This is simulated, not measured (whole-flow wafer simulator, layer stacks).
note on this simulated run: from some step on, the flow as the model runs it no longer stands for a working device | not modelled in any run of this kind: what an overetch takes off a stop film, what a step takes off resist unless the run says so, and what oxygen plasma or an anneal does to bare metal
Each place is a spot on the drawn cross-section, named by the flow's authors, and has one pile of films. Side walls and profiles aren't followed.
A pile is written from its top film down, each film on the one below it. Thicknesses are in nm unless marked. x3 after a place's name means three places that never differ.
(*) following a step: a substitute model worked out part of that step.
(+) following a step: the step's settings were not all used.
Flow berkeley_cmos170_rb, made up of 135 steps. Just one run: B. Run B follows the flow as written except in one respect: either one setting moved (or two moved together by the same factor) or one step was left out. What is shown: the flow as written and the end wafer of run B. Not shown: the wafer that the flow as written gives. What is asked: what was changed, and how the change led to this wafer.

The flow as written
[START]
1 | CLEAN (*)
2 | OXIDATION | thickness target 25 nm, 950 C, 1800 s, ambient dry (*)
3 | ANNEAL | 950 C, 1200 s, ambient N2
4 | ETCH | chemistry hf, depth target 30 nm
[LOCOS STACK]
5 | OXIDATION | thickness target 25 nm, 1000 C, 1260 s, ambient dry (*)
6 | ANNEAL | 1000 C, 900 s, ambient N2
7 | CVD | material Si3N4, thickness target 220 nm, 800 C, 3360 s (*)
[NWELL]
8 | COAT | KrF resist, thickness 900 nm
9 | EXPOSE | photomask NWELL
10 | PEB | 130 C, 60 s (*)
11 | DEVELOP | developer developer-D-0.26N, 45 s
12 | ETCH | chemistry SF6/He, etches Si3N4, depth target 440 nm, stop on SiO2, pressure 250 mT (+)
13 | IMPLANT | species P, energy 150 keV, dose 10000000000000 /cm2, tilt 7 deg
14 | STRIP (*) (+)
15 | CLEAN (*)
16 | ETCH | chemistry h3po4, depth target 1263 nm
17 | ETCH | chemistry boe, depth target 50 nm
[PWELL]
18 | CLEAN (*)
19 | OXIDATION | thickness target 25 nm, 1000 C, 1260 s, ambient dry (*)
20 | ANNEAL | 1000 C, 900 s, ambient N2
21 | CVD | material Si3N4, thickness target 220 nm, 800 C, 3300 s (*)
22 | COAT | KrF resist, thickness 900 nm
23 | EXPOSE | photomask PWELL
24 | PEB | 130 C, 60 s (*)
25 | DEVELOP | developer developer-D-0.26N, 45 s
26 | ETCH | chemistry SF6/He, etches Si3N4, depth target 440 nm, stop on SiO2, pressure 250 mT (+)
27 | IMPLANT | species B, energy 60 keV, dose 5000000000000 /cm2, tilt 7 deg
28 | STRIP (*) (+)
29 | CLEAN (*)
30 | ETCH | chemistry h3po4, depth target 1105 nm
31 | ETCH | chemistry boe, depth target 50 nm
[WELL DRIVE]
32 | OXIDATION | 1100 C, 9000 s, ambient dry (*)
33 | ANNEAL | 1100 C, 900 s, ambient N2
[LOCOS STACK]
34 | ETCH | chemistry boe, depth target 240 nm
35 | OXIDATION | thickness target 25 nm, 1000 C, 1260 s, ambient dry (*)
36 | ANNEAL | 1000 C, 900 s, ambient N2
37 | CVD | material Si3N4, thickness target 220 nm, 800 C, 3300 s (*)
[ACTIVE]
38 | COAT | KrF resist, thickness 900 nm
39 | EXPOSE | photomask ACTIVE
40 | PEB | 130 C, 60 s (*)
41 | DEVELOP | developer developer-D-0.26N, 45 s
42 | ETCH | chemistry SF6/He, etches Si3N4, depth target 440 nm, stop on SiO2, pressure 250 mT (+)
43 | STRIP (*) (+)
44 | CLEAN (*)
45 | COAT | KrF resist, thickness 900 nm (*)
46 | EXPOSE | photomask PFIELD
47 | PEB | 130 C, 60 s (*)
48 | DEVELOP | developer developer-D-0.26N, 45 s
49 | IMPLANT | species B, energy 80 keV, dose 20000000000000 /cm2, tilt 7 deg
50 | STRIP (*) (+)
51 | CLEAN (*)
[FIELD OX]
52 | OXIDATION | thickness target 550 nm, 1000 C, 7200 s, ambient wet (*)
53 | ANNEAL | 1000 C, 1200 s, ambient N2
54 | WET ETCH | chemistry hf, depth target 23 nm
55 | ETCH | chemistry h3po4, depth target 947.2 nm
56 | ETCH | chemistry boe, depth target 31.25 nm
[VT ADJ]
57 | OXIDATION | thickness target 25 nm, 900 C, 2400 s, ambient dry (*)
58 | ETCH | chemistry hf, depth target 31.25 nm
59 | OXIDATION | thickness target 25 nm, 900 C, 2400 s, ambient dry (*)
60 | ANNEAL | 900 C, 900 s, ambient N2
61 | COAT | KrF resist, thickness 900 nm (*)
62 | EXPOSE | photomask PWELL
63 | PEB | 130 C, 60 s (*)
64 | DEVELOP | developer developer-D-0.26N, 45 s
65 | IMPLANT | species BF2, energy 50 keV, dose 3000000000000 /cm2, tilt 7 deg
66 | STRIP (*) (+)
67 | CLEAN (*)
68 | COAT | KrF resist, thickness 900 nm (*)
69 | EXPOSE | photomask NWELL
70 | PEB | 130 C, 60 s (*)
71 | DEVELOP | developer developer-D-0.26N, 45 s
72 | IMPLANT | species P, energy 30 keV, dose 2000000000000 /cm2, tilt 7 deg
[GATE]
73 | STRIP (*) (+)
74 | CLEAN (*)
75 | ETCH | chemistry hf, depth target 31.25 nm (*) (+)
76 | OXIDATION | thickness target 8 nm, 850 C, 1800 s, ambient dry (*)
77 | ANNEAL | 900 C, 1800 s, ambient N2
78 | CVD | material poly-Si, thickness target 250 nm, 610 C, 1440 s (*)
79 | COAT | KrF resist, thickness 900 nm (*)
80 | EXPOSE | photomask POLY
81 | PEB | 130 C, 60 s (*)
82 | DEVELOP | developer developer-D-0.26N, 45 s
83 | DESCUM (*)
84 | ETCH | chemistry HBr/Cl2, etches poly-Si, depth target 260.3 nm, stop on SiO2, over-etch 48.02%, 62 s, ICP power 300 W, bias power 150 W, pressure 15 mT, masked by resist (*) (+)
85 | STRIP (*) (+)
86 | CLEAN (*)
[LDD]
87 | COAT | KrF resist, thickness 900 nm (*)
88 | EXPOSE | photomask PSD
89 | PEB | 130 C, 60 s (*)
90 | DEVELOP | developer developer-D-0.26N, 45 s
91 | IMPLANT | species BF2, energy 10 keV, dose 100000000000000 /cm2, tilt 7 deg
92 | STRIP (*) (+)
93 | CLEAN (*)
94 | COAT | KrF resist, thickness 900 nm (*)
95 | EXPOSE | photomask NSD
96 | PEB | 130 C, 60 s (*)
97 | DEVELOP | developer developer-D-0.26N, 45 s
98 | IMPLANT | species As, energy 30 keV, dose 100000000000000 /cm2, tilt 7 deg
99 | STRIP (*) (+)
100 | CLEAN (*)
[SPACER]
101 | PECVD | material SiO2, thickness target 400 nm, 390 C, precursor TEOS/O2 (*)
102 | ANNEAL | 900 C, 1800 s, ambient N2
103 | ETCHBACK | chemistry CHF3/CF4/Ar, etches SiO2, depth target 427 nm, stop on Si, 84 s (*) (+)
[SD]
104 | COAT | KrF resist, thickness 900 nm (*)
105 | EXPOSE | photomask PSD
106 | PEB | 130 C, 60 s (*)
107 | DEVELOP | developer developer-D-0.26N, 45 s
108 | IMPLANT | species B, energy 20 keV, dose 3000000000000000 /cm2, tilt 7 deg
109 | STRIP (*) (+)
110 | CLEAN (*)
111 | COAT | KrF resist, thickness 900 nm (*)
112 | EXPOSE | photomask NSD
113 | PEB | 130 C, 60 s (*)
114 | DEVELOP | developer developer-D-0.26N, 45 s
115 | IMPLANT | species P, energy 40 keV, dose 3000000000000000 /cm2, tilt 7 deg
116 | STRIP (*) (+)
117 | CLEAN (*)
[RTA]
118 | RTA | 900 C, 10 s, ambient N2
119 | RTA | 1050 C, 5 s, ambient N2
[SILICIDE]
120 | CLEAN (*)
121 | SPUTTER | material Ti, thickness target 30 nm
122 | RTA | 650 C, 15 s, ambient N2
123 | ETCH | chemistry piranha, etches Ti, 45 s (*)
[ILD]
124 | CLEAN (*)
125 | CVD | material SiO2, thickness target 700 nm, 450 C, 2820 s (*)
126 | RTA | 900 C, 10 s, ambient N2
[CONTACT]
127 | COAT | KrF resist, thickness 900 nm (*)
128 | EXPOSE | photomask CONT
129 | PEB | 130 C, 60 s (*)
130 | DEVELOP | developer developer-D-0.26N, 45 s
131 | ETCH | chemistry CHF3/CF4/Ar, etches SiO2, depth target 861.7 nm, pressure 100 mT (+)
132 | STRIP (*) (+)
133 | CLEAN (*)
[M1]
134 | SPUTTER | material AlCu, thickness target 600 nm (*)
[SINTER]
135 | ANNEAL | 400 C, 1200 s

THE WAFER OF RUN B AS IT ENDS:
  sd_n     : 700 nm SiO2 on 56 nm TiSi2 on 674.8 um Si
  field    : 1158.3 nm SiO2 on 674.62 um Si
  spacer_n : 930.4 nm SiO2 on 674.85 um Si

The reason: step 134, SPUTTER: material AlCu, thickness target 600 nm (*), was not run.

Step by step, how the change led to this:
  (no step that both runs have acts differently)
If metal films that touch count as one body, sd_n has 0 bodies; the flow as written gives 1 body.
If metal films that touch count as one body, field has 0 bodies; the flow as written gives 1 body.
If metal films that touch count as one body, spacer_n has 0 bodies; the flow as written gives 1 body.
